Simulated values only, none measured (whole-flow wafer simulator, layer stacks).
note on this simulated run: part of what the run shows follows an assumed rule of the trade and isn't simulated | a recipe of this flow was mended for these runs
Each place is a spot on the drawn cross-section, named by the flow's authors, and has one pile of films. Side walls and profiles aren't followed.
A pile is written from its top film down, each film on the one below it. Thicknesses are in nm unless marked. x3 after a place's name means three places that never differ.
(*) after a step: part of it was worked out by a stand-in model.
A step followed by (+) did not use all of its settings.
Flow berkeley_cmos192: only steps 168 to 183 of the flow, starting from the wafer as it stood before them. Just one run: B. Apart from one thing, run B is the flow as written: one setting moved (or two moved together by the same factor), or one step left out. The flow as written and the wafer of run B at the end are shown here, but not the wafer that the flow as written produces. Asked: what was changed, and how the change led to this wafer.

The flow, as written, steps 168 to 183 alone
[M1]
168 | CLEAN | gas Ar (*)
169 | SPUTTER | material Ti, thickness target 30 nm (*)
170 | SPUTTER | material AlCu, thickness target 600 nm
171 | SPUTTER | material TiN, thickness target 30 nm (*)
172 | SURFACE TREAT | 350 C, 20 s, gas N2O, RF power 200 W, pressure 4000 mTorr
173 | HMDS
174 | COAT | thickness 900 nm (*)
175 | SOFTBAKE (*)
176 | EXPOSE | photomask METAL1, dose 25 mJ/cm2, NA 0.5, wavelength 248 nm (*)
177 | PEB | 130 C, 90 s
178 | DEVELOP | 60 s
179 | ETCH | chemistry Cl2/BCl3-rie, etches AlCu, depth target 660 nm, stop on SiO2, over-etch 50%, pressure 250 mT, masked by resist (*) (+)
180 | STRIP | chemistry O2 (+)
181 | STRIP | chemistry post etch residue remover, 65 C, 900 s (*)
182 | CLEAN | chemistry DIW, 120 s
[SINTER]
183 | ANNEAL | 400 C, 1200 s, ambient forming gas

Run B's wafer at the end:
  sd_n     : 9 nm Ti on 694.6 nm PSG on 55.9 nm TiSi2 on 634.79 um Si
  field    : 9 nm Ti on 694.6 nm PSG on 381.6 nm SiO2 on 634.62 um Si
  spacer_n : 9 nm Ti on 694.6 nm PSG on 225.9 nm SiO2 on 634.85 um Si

What caused this: step 179, ETCH: depth target 434 nm was run, though the flow has depth target 660 nm.

Step by step, how the change led to this:
  179 | ETCH | chemistry Cl2/BCl3-rie, etches AlCu, depth target 660 nm, stop on SiO2, over-etch 50%, pressure 250 mT, masked by resist (*) (+)
      field, sd_n, spacer_n, gate, spacer_p, gate_p: -30 TiN (all of it), -600 AlCu (all of it), -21 Ti (it would be, as written: -30 TiN (all of it), -600 AlCu (all of it), -30 Ti (all of it), -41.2 PSG)
      sd_p: -26.2 TiN (all of it), -557.4 AlCu (all of it), -26.8 Ti (all of it), -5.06 PSG (it would be, as written: -26.2 TiN (all of it), -557.4 AlCu (all of it), -26.8 Ti (all of it), -47.4 PSG)
      (and at 2 other places as well)
  180 | STRIP | chemistry O2 (+)
      contact: -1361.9 KrF-resist (all of it) (it would be, as written: -1203.2 KrF-resist (all of it))
      m1: -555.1 KrF-resist (all of it) (it would be, as written: -396.5 KrF-resist (all of it))
Taking metal films that touch as one body, sd_n has 1 body; the flow as written gives 0 bodies.
Taking metal films that touch as one body, field has 1 body; the flow as written gives 0 bodies.
Taking metal films that touch as one body, spacer_n has 1 body; the flow as written gives 0 bodies.
